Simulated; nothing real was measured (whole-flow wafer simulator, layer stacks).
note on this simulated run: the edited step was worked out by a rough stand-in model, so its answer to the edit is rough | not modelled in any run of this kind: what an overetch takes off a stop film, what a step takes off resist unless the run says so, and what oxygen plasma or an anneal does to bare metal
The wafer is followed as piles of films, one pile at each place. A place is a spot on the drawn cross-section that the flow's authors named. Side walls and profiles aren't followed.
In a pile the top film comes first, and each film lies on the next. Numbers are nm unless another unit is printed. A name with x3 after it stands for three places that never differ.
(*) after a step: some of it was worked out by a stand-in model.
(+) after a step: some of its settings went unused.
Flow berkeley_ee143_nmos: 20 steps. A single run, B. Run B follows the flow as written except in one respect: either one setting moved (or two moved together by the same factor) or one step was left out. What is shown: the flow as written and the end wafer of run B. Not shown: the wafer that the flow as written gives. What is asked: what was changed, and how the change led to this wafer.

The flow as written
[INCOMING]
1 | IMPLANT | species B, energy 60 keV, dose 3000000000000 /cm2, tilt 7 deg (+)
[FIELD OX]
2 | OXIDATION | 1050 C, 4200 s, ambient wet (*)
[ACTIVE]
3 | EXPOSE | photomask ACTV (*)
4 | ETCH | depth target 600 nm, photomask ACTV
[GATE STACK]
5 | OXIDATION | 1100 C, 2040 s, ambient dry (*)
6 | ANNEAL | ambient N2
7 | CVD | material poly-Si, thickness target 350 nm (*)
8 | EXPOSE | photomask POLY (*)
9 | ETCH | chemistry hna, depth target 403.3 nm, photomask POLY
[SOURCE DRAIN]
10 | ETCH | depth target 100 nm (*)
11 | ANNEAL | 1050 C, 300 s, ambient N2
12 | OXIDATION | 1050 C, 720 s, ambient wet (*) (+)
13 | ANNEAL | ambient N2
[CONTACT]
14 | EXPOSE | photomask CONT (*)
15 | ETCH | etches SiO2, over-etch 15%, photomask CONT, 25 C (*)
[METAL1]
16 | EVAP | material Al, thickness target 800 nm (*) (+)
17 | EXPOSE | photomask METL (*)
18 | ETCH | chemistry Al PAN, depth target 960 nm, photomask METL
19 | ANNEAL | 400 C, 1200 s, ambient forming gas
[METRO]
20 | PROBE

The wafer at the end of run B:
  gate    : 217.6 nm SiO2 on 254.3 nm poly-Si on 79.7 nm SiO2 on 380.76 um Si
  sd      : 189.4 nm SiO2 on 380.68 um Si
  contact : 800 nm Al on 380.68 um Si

Cause: step 2, OXIDATION: 3045 s was run, whereas the flow has 4200 s.

Step by step, how the change led to this:
  2 | OXIDATION | 1050 C, 4200 s, ambient wet (*)
      gate, sd, contact, field: SiO2 gains 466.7 (new film), chemical SiO2 loses 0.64 (all of it), Si loses 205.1 (in the flow as written it would be: SiO2 gains 566.4 (new film), chemical SiO2 loses 0.64 (all of it), Si loses 248.9)
  4 | ETCH | depth target 600 nm, photomask ACTV
      gate, sd, contact: SiO2 loses 466.7 (all of it) (in the flow as written it would be: SiO2 loses 566.4 (all of it))
  5 | OXIDATION | 1100 C, 2040 s, ambient dry (*)
      field: SiO2 gains 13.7, Si loses 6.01 (in the flow as written it would be: SiO2 gains 11.6, Si loses 5.1)
  12 | OXIDATION | 1050 C, 720 s, ambient wet (*) (+)
      field: SiO2 gains 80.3, Si loses 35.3 (in the flow as written it would be: SiO2 gains 69.1, Si loses 30.4)
